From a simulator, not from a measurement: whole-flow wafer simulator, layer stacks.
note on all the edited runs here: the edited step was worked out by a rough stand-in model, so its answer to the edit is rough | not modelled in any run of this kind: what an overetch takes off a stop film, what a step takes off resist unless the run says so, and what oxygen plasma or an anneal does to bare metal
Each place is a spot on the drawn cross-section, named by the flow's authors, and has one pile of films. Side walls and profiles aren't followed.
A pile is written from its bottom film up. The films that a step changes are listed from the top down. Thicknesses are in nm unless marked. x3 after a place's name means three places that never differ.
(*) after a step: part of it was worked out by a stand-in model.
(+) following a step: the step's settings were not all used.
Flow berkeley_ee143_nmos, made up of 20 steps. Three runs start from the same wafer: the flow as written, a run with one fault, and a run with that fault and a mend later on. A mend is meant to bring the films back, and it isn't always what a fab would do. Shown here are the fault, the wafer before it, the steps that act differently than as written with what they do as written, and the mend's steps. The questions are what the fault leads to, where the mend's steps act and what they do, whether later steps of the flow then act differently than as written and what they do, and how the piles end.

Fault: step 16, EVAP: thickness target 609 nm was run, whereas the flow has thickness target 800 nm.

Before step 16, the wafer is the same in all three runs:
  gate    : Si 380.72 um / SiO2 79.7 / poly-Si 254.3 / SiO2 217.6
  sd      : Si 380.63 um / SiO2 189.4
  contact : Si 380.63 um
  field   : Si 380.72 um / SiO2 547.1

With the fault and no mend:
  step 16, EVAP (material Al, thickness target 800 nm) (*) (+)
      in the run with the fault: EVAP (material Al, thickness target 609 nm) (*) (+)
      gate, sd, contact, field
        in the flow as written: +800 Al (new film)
        in the run with the fault: +609 Al (new film)
  Later steps of the flow acting differently than as written:
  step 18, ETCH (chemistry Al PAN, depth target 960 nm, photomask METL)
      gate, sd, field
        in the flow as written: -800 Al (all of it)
        in the run with the fault: -609 Al (all of it)
  The piles end different from the flow's at contact by more than 2% or 0.5 nm, whichever is larger.
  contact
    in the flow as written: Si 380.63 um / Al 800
    in the run with the fault: Si 380.63 um / Al 609

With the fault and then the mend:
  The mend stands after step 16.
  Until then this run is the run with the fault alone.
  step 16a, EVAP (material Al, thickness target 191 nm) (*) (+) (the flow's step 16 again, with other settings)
      gate, sd, contact, field
        +191 Al
  None of the later steps of the flow acts differently than as written at any place that is followed.
  The piles end the same as the flow's at every place that both follow.
